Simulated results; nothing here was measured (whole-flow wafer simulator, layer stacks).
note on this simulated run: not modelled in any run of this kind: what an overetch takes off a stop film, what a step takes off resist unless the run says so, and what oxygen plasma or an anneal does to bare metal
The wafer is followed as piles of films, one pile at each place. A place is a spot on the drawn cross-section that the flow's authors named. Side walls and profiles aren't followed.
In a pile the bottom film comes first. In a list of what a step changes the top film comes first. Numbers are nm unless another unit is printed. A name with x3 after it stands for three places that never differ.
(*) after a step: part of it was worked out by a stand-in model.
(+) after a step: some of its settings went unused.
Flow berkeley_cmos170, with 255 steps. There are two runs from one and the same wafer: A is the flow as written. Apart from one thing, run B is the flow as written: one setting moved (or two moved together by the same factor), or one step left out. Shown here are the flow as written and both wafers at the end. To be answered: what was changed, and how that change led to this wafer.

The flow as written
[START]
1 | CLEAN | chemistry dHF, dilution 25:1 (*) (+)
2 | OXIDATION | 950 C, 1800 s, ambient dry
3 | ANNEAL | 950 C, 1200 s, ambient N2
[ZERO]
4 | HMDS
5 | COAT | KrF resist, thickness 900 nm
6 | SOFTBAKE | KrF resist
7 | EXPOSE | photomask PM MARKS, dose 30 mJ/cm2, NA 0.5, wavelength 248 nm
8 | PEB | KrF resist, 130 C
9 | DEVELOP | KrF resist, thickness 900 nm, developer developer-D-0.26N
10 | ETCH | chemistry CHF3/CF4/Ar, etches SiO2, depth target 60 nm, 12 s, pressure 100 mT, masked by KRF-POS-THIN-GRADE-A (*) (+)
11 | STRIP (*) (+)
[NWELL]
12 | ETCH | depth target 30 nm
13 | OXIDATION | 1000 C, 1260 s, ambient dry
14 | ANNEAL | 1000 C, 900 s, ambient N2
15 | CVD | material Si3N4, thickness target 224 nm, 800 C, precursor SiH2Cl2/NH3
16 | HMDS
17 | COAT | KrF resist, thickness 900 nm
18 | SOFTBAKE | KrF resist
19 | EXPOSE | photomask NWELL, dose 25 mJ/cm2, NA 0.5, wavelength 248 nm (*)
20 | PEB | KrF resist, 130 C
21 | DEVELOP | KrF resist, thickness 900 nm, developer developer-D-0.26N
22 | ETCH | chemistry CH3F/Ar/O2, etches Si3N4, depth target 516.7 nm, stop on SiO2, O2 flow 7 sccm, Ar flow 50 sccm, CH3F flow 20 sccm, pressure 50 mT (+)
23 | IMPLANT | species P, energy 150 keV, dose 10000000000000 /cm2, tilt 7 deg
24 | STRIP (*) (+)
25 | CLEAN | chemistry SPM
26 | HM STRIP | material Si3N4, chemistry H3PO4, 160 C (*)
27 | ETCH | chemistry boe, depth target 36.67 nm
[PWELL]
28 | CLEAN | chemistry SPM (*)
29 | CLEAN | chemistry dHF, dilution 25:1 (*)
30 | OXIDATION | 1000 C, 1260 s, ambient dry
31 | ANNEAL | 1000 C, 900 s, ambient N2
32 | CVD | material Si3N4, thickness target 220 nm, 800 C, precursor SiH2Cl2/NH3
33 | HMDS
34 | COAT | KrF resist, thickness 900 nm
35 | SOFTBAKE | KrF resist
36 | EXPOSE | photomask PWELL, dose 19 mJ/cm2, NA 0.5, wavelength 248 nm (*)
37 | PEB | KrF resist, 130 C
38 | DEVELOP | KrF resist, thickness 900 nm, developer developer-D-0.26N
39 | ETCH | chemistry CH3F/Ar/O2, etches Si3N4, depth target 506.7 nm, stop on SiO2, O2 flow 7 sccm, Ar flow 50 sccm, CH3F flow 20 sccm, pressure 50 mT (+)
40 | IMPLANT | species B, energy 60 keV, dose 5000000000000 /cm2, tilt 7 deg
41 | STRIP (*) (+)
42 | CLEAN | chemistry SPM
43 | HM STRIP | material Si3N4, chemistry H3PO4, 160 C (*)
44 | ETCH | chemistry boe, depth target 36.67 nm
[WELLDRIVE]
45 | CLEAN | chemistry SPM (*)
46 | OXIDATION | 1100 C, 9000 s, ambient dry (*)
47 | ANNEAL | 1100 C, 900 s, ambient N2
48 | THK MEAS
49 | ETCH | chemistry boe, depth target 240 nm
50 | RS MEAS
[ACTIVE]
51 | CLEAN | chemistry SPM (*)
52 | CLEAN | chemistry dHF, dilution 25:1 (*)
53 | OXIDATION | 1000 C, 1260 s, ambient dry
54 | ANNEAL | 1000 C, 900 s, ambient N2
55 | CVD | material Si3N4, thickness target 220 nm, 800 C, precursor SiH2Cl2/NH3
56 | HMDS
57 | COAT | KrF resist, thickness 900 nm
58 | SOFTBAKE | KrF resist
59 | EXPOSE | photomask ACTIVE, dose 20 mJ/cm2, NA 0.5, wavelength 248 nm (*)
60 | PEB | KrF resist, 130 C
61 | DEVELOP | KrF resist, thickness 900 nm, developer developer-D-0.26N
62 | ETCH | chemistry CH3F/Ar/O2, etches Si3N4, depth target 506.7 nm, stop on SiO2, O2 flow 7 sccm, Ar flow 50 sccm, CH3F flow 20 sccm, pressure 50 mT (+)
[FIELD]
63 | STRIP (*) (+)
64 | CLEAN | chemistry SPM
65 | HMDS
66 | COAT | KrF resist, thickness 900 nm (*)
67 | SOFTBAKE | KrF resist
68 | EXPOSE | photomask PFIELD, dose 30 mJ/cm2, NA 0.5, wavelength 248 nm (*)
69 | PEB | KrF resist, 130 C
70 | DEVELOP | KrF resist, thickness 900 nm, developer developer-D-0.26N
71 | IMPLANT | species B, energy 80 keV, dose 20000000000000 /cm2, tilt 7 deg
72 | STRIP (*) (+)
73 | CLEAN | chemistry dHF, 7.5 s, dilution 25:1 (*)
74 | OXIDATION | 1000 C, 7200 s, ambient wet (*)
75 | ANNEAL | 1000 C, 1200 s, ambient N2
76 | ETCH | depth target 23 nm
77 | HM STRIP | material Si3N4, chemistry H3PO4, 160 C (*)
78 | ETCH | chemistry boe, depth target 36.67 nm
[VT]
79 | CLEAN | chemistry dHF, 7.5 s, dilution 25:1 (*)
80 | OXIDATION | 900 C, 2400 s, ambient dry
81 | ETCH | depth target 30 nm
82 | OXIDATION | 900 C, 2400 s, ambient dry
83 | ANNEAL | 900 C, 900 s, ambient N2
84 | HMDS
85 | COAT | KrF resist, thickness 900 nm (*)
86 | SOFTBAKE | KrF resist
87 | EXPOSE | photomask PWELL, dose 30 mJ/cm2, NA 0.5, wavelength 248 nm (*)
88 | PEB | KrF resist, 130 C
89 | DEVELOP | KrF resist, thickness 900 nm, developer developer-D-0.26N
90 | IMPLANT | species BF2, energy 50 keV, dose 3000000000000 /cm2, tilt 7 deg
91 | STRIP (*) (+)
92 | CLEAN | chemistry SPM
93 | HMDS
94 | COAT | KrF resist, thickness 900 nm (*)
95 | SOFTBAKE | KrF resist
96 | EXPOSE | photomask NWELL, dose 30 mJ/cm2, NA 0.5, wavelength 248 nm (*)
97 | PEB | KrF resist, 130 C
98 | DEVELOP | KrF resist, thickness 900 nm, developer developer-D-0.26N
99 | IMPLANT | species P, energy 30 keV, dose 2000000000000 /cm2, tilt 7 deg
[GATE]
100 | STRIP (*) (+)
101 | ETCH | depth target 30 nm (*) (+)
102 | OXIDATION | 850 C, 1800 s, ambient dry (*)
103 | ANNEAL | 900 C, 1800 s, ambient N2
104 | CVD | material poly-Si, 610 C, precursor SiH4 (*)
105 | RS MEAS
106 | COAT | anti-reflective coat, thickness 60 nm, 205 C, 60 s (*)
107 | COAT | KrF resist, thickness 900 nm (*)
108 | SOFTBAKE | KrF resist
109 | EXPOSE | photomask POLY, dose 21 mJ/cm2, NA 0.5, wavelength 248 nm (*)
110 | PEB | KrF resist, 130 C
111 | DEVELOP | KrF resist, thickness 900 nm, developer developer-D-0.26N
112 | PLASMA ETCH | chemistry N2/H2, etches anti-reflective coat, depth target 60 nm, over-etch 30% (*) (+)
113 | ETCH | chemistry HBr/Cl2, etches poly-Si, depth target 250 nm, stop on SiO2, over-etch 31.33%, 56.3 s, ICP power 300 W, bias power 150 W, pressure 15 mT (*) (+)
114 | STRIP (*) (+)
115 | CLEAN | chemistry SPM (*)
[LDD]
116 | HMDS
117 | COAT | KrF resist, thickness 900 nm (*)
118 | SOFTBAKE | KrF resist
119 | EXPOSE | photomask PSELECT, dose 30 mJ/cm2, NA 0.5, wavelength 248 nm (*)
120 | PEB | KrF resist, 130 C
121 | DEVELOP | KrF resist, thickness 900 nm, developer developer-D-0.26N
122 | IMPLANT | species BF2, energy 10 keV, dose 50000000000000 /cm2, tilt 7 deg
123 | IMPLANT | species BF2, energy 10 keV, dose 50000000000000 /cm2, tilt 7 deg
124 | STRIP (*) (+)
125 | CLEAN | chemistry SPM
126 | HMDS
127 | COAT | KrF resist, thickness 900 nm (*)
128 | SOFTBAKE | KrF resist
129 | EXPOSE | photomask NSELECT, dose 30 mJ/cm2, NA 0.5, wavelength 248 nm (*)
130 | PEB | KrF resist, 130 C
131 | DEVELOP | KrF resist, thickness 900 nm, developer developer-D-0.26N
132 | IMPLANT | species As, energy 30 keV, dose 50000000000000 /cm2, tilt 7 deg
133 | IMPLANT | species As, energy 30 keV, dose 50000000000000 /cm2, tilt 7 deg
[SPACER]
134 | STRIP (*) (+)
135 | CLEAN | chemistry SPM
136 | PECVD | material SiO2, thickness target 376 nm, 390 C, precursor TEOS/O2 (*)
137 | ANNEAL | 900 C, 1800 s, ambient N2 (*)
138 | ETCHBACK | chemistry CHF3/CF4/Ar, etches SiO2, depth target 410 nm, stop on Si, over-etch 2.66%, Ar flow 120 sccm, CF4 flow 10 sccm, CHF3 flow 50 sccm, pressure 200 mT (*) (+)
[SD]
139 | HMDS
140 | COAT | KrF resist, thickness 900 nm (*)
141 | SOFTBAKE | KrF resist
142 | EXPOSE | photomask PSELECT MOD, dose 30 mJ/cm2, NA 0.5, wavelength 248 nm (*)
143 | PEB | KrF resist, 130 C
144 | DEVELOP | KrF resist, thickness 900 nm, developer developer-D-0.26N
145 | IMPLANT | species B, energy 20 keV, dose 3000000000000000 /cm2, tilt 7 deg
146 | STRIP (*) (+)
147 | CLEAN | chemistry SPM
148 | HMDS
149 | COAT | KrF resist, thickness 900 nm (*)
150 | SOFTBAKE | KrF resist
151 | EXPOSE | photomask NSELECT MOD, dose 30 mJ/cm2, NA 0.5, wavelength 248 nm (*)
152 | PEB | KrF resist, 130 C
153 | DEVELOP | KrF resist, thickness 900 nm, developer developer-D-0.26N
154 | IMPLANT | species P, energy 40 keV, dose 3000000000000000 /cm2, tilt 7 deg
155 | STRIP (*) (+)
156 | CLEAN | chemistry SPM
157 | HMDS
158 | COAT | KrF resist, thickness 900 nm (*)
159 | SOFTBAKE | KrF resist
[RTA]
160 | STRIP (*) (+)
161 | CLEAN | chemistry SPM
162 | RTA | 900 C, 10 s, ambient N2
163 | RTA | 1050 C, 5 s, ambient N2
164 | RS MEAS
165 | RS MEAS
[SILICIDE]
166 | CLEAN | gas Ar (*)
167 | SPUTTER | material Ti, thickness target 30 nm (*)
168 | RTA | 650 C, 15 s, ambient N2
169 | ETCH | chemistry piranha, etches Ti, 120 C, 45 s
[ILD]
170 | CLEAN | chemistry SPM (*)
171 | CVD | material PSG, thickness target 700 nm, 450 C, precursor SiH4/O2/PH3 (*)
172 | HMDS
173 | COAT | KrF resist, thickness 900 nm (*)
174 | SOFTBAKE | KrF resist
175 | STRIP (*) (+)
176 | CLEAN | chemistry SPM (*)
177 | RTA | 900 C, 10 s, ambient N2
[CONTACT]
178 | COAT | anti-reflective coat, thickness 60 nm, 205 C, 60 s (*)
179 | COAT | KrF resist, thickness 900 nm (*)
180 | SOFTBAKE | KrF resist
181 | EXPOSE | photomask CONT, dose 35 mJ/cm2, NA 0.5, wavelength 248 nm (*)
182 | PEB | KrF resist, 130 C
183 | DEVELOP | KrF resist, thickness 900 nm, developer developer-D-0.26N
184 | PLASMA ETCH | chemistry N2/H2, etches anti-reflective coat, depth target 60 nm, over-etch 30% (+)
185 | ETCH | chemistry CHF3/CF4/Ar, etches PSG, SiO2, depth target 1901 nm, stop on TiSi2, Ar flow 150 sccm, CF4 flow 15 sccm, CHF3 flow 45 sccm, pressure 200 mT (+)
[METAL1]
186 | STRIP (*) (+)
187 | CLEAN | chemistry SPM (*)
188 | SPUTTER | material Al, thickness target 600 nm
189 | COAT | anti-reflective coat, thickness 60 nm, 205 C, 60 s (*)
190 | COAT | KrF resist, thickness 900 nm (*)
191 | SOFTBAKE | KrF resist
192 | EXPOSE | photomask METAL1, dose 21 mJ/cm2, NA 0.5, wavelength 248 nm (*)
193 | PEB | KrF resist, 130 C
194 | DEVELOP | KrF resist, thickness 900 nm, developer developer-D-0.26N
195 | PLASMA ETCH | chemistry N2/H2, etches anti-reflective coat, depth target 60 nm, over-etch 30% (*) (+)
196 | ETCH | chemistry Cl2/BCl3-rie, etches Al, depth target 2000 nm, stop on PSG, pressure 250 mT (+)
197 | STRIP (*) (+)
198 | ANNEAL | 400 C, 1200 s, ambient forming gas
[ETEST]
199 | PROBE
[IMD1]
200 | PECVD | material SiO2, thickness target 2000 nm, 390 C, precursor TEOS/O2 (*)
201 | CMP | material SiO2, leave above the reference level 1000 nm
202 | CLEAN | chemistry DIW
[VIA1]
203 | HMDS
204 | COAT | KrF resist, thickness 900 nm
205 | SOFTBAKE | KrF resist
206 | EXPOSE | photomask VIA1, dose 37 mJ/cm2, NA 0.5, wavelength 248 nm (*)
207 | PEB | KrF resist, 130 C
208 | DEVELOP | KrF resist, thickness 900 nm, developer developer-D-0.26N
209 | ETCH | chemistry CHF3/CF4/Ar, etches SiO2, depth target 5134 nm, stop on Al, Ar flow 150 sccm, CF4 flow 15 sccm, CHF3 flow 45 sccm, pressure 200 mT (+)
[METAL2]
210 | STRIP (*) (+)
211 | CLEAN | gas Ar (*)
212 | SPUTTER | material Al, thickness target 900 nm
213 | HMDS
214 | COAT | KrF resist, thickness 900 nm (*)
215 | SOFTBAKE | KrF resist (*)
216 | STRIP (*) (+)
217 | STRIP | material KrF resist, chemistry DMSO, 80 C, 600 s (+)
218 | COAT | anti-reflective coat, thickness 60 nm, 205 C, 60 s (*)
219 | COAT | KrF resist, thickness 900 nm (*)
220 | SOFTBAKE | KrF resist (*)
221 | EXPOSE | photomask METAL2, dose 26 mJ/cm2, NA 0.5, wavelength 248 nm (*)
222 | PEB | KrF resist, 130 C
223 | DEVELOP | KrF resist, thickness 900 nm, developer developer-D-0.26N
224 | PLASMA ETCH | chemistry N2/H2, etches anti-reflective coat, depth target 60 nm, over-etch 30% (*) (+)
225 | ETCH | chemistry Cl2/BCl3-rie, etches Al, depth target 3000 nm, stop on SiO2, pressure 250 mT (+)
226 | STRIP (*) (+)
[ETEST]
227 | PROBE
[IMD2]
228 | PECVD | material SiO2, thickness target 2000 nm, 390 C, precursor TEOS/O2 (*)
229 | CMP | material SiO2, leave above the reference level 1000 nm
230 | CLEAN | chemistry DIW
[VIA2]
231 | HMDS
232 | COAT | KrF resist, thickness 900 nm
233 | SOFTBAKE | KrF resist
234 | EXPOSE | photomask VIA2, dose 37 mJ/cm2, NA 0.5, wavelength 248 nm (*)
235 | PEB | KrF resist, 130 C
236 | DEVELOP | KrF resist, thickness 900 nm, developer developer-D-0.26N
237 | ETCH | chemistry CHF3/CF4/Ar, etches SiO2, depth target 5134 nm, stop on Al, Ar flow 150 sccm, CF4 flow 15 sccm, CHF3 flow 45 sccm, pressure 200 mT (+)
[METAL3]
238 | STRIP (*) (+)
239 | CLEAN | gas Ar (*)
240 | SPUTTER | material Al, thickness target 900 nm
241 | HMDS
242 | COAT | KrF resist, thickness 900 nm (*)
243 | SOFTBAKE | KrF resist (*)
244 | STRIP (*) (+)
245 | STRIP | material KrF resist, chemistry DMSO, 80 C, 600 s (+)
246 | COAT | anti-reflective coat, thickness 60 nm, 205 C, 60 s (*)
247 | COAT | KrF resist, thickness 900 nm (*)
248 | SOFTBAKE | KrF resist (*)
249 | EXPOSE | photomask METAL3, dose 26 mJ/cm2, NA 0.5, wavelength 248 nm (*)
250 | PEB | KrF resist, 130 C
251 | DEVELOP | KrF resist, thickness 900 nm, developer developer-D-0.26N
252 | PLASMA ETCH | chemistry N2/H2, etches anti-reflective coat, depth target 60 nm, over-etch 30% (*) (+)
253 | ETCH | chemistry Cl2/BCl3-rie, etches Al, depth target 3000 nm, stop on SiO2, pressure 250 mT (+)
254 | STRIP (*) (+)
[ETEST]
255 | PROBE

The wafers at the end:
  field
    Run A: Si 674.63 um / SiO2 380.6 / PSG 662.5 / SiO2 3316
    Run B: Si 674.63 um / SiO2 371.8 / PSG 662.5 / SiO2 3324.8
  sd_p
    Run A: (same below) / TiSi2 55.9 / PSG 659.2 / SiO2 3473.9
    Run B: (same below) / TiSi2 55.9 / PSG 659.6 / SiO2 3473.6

Cause: step 78, ETCH: depth target 45.47 nm was run, though the flow has depth target 36.67 nm.

The path from the change to this, step by step:
  78 | ETCH | chemistry boe, depth target 36.67 nm
      field: A SiO2 loses 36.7 | B SiO2 loses 45.5
  106 | COAT | anti-reflective coat, thickness 60 nm, 205 C, 60 s (*)
      sd_n: A anti-reflective coat gains 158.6 (new film) | B anti-reflective coat gains 152.7 (new film)
      spacer_n: A anti-reflective coat gains 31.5 (new film) | B anti-reflective coat gains 33.6 (new film)
      (as well as at 4 more places)
  112 | PLASMA ETCH | chemistry N2/H2, etches anti-reflective coat, depth target 60 nm, over-etch 30% (*) (+)
      sd_n: A anti-reflective coat loses 158.6 (all of it), poly-Si loses 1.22 | B anti-reflective coat loses 152.7 (all of it), poly-Si loses 1.17
      spacer_n: A anti-reflective coat loses 31.5 (all of it), poly-Si loses 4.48 | B anti-reflective coat loses 33.6 (all of it), poly-Si loses 4.23
      (as well as at 2 more places)
  114 | STRIP (*) (+)
      gate_n: A chemical SiO2 gains 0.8 (new film), KrF resist loses 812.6 (all of it), anti-reflective coat loses 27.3 (all of it), poly-Si loses 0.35 | B chemical SiO2 gains 0.8 (new film), KrF resist loses 805.6 (all of it), anti-reflective coat loses 29.4 (all of it), poly-Si loses 0.35
      gate_p: A chemical SiO2 gains 0.8 (new film), KrF resist loses 782.1 (all of it), anti-reflective coat loses 29.6 (all of it), poly-Si loses 0.35 | B chemical SiO2 gains 0.8 (new film), KrF resist loses 777.6 (all of it), anti-reflective coat loses 31.1 (all of it), poly-Si loses 0.35
  178 | COAT | anti-reflective coat, thickness 60 nm, 205 C, 60 s (*)
      sd_n: A anti-reflective coat gains 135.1 (new film) | B anti-reflective coat gains 130.6 (new film)
  186 | STRIP (*) (+)
      sd_n: A KrF resist loses 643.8 (all of it), anti-reflective coat loses 135.1 (all of it) | B KrF resist loses 643.6 (all of it), anti-reflective coat loses 130.6 (all of it)
